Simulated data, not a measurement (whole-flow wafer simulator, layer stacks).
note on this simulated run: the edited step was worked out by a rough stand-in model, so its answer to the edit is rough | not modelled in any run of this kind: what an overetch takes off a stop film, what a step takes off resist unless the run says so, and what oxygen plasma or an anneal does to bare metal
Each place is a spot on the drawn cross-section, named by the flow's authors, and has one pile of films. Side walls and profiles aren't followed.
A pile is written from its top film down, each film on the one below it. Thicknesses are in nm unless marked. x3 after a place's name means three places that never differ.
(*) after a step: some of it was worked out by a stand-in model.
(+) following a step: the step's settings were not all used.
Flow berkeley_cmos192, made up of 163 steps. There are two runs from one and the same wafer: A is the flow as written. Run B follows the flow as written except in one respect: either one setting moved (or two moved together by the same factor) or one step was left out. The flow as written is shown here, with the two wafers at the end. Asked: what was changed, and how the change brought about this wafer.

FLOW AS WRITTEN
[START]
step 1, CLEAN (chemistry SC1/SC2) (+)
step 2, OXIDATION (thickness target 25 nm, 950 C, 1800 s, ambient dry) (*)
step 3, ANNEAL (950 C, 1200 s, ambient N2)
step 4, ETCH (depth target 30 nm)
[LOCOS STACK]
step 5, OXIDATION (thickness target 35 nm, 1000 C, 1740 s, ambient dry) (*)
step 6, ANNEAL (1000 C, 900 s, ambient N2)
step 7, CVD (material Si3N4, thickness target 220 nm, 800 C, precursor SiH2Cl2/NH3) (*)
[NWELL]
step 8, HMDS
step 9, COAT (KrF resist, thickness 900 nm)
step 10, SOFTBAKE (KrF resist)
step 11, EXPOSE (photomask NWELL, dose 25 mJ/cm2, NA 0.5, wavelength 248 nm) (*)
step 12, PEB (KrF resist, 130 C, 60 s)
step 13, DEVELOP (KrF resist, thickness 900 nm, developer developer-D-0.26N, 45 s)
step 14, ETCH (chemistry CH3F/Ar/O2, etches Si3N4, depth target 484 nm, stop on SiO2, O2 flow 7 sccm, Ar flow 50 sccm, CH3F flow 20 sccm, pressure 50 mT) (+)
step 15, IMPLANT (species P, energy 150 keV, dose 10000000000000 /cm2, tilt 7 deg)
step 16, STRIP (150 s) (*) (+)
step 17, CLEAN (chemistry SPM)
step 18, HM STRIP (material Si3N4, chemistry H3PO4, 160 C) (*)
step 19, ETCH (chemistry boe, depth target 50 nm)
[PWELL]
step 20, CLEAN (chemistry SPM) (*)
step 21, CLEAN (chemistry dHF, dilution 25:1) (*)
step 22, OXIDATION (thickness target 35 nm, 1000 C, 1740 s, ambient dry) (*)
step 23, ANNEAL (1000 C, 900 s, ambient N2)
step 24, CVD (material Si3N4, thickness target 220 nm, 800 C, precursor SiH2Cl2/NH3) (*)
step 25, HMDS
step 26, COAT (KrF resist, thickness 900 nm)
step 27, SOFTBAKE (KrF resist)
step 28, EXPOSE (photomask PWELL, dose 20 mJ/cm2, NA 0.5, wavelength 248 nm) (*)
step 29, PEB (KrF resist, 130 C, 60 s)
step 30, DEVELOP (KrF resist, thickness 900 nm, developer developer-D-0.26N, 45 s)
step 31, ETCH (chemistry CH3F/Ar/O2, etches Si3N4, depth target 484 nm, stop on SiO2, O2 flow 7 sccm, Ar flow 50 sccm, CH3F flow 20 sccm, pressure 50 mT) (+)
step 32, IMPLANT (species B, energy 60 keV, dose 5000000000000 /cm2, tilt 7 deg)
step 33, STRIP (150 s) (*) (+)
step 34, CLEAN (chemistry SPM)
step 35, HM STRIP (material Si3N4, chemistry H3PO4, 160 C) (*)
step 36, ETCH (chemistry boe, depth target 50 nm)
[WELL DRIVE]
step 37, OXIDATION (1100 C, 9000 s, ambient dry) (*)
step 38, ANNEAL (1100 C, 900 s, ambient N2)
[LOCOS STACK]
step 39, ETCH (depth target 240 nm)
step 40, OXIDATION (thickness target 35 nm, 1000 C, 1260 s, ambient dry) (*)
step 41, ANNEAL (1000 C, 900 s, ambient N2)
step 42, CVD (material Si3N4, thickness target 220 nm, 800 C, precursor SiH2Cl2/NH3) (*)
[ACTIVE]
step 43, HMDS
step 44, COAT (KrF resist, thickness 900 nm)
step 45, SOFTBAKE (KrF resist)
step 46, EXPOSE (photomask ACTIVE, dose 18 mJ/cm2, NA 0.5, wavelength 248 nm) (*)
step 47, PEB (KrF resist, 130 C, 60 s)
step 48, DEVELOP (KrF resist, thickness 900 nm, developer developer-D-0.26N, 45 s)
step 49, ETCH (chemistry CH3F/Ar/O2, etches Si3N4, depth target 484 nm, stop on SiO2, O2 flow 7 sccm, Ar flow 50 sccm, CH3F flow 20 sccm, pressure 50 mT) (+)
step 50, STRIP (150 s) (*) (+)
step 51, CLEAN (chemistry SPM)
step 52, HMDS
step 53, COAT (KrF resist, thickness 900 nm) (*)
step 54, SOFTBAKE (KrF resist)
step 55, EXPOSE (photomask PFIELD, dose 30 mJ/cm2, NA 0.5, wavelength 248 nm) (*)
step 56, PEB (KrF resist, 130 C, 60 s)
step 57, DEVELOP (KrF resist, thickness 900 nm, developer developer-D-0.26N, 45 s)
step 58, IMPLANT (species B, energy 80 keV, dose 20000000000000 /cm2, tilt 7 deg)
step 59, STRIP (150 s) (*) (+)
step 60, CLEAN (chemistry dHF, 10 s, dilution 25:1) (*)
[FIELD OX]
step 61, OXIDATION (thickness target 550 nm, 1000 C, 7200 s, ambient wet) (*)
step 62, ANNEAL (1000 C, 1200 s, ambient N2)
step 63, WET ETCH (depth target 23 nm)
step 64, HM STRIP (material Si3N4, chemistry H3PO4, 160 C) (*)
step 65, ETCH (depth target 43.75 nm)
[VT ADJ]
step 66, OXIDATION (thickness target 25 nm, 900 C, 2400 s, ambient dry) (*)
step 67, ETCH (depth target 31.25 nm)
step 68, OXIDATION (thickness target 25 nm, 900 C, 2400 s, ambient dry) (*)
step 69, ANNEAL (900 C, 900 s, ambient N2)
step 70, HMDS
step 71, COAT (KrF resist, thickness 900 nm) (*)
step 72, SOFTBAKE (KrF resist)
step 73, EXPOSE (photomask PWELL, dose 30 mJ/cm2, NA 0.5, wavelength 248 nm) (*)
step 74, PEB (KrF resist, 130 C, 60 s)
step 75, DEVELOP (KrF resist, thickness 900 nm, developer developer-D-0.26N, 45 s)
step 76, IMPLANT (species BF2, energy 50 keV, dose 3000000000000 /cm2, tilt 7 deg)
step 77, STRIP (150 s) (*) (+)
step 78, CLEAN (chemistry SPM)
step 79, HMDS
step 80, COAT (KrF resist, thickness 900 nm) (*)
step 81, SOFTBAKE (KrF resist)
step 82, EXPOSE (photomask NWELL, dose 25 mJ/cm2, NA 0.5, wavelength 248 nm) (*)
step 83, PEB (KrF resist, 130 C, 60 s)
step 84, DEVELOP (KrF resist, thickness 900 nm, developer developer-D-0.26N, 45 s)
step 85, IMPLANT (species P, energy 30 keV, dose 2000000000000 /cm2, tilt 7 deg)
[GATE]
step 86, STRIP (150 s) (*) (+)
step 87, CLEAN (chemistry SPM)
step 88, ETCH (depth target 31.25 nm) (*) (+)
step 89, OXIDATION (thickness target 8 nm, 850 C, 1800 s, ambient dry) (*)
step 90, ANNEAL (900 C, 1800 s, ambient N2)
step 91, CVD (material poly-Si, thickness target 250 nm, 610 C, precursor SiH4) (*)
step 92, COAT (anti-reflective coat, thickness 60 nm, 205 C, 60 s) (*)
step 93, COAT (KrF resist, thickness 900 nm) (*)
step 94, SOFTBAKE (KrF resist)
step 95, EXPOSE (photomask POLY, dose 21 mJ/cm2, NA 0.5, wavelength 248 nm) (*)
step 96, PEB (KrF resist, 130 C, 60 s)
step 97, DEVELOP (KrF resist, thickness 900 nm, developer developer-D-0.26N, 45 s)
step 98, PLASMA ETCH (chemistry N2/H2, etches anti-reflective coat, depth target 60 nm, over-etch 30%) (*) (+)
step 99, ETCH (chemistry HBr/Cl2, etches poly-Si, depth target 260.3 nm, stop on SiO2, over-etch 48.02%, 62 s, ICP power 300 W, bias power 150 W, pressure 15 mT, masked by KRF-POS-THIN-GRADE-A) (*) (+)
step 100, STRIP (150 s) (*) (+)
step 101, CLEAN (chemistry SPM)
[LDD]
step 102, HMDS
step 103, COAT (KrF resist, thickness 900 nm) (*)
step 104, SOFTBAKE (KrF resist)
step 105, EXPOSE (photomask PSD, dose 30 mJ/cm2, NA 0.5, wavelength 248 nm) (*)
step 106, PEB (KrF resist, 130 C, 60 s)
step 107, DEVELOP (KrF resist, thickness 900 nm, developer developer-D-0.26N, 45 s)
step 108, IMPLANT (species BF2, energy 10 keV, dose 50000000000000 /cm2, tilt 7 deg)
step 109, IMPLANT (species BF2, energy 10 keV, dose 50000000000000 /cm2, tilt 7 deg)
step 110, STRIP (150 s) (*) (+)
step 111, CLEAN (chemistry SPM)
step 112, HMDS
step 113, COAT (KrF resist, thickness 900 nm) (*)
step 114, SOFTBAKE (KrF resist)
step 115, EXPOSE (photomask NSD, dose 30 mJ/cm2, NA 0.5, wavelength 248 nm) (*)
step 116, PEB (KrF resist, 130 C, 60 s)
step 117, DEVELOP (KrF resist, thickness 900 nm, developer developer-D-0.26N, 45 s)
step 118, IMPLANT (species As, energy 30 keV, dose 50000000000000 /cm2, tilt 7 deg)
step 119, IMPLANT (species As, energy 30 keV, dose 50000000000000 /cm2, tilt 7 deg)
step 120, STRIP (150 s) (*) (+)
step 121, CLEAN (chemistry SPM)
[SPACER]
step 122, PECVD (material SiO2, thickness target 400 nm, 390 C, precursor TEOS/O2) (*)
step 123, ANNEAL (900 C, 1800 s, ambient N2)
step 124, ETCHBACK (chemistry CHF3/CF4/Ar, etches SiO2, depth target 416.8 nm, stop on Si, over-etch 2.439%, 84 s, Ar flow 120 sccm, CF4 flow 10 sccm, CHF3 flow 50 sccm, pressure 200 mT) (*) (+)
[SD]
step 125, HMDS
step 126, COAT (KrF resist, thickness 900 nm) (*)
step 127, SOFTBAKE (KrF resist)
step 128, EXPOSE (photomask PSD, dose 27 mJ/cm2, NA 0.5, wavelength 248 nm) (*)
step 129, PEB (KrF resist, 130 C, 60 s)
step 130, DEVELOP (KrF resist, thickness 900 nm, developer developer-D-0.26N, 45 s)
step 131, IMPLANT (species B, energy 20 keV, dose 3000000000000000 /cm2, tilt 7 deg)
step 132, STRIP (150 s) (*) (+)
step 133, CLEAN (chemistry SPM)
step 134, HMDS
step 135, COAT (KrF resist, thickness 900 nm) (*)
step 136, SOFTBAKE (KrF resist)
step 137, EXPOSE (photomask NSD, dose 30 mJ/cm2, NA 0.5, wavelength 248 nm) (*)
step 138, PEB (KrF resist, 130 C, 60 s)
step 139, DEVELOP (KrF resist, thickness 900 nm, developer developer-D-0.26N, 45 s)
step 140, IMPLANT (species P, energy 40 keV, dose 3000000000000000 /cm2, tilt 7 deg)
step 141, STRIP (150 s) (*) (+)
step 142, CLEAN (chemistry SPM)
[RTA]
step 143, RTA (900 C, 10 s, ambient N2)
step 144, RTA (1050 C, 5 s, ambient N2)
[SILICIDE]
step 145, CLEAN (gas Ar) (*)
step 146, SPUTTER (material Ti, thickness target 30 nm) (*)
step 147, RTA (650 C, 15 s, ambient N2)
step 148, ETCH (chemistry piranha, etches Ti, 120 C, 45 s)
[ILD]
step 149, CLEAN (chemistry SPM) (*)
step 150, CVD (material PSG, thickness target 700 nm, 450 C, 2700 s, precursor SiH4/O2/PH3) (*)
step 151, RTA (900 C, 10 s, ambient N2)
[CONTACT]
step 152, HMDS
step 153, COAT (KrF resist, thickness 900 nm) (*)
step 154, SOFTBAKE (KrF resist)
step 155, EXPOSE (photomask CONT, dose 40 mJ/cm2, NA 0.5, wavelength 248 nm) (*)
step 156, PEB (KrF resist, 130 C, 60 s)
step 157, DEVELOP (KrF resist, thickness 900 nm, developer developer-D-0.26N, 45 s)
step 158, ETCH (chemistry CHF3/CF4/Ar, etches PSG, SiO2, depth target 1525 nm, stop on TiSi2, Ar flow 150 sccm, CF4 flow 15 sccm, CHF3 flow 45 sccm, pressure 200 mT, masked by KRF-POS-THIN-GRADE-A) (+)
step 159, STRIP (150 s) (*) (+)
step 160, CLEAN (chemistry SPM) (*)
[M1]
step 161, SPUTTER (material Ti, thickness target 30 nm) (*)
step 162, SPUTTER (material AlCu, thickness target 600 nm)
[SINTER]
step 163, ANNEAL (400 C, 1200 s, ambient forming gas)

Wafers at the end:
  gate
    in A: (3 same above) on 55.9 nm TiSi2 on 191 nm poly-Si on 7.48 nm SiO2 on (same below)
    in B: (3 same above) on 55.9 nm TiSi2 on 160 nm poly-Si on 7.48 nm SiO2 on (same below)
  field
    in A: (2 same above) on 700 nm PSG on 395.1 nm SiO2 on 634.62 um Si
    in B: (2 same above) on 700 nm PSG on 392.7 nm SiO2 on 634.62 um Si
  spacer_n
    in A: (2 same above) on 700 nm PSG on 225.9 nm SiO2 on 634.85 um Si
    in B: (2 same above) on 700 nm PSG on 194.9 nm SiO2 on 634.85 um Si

Cause: step 91, CVD: thickness target 219 nm was run, while the flow as written has thickness target 250 nm.

Step by step, how the change led to this:
  step 91, CVD (material poly-Si, thickness target 250 nm, 610 C, precursor SiH4) (*)
      field, sd_n, spacer_n and 6 more: A +250 poly-Si (new film) | B +219 poly-Si (new film)
  step 99, ETCH (chemistry HBr/Cl2, etches poly-Si, depth target 260.3 nm, stop on SiO2, over-etch 48.02%, 62 s, ICP power 300 W, bias power 150 W, pressure 15 mT, masked by KRF-POS-THIN-GRADE-A) (*) (+)
      field, spacer_n, spacer_p: A -245.8 poly-Si (all of it), -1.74 SiO2 | B -214.8 poly-Si (all of it), -4.12 SiO2
      sd_n: A -248.8 poly-Si (all of it), -1.51 SiO2 | B -217.8 poly-Si (all of it), -3.89 SiO2
      (also at 3 further places)
  step 103, COAT (KrF resist, thickness 900 nm) (*)
      gate: A +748 KrF resist (new film) | B +773.5 KrF resist (new film)
      gate_p: A +744.1 KrF resist (new film) | B +769.5 KrF resist (new film)
  step 107, DEVELOP (KrF resist, thickness 900 nm, developer developer-D-0.26N, 45 s)
      gate_p: A -742.9 KrF resist (all of it) | B -768.3 KrF resist (all of it)
  step 110, STRIP (150 s) (*) (+)
      gate: A -732.7 KrF resist (all of it), +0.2 chemical SiO2, -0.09 poly-Si | B -758.1 KrF resist (all of it), +0.2 chemical SiO2, -0.09 poly-Si
  step 113, COAT (KrF resist, thickness 900 nm) (*)
      gate: A +747.9 KrF resist (new film) | B +772.7 KrF resist (new film)
      gate_p: A +743.9 KrF resist (new film) | B +768.7 KrF resist (new film)
  step 117, DEVELOP (KrF resist, thickness 900 nm, developer developer-D-0.26N, 45 s)
      gate: A -746.8 KrF resist (all of it) | B -771.5 KrF resist (all of it)
  step 120, STRIP (150 s) (*) (+)
      gate_p: A -728.6 KrF resist (all of it), +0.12 chemical SiO2, -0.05 poly-Si | B -753.3 KrF resist (all of it), +0.12 chemical SiO2, -0.05 poly-Si
  step 124, ETCHBACK (chemistry CHF3/CF4/Ar, etches SiO2, depth target 416.8 nm, stop on Si, over-etch 2.439%, 84 s, Ar flow 120 sccm, CF4 flow 10 sccm, CHF3 flow 50 sccm, pressure 200 mT) (*) (+)
      spacer_n: A -160 SiO2 | B -188.6 SiO2
      spacer_p: A -159.9 SiO2 | B -188.5 SiO2
  step 126, COAT (KrF resist, thickness 900 nm) (*)
      spacer_n: A +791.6 KrF resist (new film) | B +814 KrF resist (new film)
      gate: A +771.5 KrF resist (new film) | B +793.4 KrF resist (new film)
      (also at 2 further places)
  step 130, DEVELOP (KrF resist, thickness 900 nm, developer developer-D-0.26N, 45 s)
      spacer_p: A -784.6 KrF resist (all of it) | B -807 KrF resist (all of it)
      gate_p: A -764.3 KrF resist (all of it) | B -786.2 KrF resist (all of it)
  step 132, STRIP (150 s) (*) (+)
      spacer_n: A -776.1 KrF resist (all of it) | B -798.5 KrF resist (all of it)
      gate: A +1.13 chemical SiO2 (new film), -756.1 KrF resist (all of it), -0.5 poly-Si | B +1.13 chemical SiO2 (new film), -777.9 KrF resist (all of it), -0.5 poly-Si
  step 135, COAT (KrF resist, thickness 900 nm) (*)
      spacer_n: A +791.1 KrF resist (new film) | B +813.5 KrF resist (new film)
      gate: A +770.3 KrF resist (new film) | B +792.2 KrF resist (new film)
      (also at 2 further places)
  step 139, DEVELOP (KrF resist, thickness 900 nm, developer developer-D-0.26N, 45 s)
      spacer_n: A -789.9 KrF resist (all of it) | B -812.3 KrF resist (all of it)
      gate: A -769.1 KrF resist (all of it) | B -791 KrF resist (all of it)
  step 141, STRIP (150 s) (*) (+)
      spacer_p: A -770.2 KrF resist (all of it) | B -792.6 KrF resist (all of it)
      gate_p: A -749.1 KrF resist (all of it), +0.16 chemical SiO2 | B -771 KrF resist (all of it), +0.16 chemical SiO2
  step 159, STRIP (150 s) (*) (+)
      spacer_n: A -620.3 KrF resist (all of it) | B -636.8 KrF resist (all of it)
      gate: A -600.1 KrF resist (all of it) | B -614.8 KrF resist (all of it)
      (also at 2 further places)
